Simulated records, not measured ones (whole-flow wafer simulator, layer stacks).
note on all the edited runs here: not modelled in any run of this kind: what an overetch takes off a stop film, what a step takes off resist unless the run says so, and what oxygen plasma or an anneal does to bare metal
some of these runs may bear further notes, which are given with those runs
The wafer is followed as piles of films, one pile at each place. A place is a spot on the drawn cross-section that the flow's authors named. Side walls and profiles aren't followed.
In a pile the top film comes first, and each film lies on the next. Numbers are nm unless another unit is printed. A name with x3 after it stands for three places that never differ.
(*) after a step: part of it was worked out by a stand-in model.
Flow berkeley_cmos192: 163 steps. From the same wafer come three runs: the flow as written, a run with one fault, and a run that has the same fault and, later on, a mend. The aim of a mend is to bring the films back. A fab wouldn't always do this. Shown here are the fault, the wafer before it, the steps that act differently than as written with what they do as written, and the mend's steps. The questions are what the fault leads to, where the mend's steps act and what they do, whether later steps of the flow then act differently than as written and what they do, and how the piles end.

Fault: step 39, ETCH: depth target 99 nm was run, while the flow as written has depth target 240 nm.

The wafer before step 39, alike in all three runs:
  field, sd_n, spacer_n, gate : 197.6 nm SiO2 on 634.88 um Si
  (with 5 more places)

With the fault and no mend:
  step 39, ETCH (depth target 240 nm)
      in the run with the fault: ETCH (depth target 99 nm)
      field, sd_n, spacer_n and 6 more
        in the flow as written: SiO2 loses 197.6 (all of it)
        in the run with the fault: SiO2 loses 99
  Steps later in the flow that act otherwise than as written (25 more steps, not shown, differ only slightly: by at most 2% or 0.5 nm, whichever is larger):
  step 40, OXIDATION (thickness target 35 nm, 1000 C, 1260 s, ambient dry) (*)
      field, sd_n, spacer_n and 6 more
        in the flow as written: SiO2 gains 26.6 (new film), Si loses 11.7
        in the run with the fault: SiO2 gains 11.8, Si loses 5.18
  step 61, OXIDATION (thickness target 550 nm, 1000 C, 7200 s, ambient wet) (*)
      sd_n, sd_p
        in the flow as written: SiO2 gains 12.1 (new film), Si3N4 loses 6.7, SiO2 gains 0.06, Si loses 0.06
        in the run with the fault: SiO2 gains 12.1 (new film), Si3N4 loses 6.7
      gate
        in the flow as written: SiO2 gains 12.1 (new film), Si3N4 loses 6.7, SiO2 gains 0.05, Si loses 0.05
        in the run with the fault: SiO2 gains 12.1 (new film), Si3N4 loses 6.7
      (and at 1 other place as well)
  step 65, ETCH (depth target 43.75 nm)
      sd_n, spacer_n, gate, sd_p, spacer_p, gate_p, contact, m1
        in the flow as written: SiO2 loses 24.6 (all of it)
        in the run with the fault: SiO2 loses 43.8
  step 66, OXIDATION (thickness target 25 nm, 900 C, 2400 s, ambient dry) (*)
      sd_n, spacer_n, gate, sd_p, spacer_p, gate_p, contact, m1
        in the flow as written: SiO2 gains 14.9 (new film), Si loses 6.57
        in the run with the fault: SiO2 gains 7.59, Si loses 3.34
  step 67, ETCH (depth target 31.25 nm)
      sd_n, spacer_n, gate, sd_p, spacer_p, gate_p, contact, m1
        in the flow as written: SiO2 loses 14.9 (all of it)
        in the run with the fault: SiO2 loses 31.3
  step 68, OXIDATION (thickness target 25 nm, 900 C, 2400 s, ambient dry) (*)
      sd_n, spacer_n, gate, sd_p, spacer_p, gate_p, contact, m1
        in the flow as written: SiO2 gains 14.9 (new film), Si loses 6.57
        in the run with the fault: SiO2 gains 7.42, Si loses 3.26
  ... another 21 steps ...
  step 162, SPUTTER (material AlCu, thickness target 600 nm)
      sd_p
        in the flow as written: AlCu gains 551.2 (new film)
        in the run with the fault: AlCu gains 524.5 (new film)
  The piles end different from the flow's at field, spacer_n, gate, sd_p, spacer_p, gate_p by more than 2% or 0.5 nm, whichever is larger.
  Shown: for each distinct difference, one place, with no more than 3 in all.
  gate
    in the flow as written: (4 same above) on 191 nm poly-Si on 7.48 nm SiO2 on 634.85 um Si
    in the run with the fault: (4 same above) on 191 nm poly-Si on 20.9 nm SiO2 on 634.86 um Si
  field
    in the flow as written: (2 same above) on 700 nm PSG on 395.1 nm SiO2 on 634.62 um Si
    in the run with the fault: (2 same above) on 700 nm PSG on 425.6 nm SiO2 on 634.65 um Si
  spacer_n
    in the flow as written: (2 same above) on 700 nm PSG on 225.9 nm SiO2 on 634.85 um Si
    in the run with the fault: (2 same above) on 700 nm PSG on 239.4 nm SiO2 on 634.86 um Si

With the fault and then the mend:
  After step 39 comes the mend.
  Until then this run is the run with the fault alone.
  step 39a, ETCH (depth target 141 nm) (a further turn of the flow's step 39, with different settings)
      field, sd_n, spacer_n and 6 more
        SiO2 loses 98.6 (all of it)
  None of the later steps of the flow acts differently than as written at any place that is followed.
  The piles end the same as the flow's at every place that both follow.
